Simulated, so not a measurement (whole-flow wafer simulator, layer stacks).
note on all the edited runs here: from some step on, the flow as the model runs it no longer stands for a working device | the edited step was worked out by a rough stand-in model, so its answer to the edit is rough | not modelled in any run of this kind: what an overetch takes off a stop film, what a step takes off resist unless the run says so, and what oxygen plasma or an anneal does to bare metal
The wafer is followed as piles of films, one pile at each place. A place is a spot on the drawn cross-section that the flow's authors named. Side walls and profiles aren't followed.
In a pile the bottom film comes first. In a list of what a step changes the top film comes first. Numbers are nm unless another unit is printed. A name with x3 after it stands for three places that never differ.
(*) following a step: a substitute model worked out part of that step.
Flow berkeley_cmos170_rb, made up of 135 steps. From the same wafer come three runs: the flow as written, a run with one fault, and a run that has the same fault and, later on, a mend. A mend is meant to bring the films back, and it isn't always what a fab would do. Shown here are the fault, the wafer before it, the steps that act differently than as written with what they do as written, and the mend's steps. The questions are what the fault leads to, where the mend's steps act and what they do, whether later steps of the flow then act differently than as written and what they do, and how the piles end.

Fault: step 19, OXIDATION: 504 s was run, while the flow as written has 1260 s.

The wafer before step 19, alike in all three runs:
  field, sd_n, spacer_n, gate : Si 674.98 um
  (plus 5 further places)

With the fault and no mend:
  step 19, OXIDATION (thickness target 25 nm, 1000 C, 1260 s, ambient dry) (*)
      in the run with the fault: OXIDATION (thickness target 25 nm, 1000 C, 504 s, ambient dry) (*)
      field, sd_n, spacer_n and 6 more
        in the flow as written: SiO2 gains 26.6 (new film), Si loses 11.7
        in the run with the fault: SiO2 gains 16.3 (new film), Si loses 7.16
  Steps later in the flow that act otherwise than as written:
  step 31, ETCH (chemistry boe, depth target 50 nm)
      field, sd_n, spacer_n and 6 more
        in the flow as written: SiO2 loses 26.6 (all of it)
        in the run with the fault: SiO2 loses 16.3 (all of it)
  When the end is reached, the piles differ only a little from the flow's at the places that both follow, at most by 2% or 0.5 nm, whichever is larger.

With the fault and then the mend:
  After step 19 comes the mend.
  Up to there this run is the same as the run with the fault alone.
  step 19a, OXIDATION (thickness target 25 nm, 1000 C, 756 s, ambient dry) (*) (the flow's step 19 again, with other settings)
      field, sd_n, spacer_n and 6 more
        SiO2 gains 10.3, Si loses 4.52
  None of the later steps of the flow acts differently than as written at any place that is followed.
  The piles end the same as the flow's at every place that both follow.
